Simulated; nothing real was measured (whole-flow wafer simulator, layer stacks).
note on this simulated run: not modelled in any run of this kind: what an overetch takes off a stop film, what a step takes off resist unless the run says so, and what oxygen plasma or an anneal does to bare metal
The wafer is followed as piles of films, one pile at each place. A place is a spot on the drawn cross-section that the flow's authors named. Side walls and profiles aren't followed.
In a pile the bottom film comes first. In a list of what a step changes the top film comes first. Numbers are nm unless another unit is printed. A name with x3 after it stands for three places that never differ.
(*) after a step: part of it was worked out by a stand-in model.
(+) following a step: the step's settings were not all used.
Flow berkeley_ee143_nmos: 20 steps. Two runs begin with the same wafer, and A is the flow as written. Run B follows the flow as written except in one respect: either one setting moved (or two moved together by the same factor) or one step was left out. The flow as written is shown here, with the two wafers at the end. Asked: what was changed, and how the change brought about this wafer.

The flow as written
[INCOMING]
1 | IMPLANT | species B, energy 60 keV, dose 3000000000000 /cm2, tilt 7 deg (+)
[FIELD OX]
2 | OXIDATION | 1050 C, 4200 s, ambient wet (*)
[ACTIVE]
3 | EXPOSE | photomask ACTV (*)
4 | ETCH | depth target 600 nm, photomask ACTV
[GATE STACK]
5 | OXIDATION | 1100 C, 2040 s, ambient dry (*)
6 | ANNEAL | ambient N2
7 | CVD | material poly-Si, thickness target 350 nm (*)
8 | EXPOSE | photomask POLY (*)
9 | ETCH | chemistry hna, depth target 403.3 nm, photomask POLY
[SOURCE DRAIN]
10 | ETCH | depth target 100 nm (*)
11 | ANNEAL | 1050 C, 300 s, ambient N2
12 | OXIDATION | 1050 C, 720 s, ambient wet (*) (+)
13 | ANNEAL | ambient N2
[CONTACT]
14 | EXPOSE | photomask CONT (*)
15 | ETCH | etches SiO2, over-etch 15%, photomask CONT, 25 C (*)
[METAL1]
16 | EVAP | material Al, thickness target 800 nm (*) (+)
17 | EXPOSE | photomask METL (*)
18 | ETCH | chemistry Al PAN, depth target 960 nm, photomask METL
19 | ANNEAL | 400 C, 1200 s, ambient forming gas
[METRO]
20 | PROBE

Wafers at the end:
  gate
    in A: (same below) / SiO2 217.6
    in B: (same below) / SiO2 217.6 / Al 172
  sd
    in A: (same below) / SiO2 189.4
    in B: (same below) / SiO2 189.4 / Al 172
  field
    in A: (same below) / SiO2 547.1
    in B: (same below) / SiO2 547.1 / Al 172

What caused this: step 18, ETCH: depth target 628 nm was run, though the flow has depth target 960 nm.

Step by step, how the change led to this:
  18 | ETCH | chemistry Al PAN, depth target 960 nm, photomask METL
      gate, sd, field: A -800 Al (all of it) | B -628 Al
With metal films that touch counted as one body, gate has 1 body; the flow as written gives 0 bodies.
With metal films that touch counted as one body, sd has 1 body; the flow as written gives 0 bodies.
With metal films that touch counted as one body, field has 1 body; the flow as written gives 0 bodies.
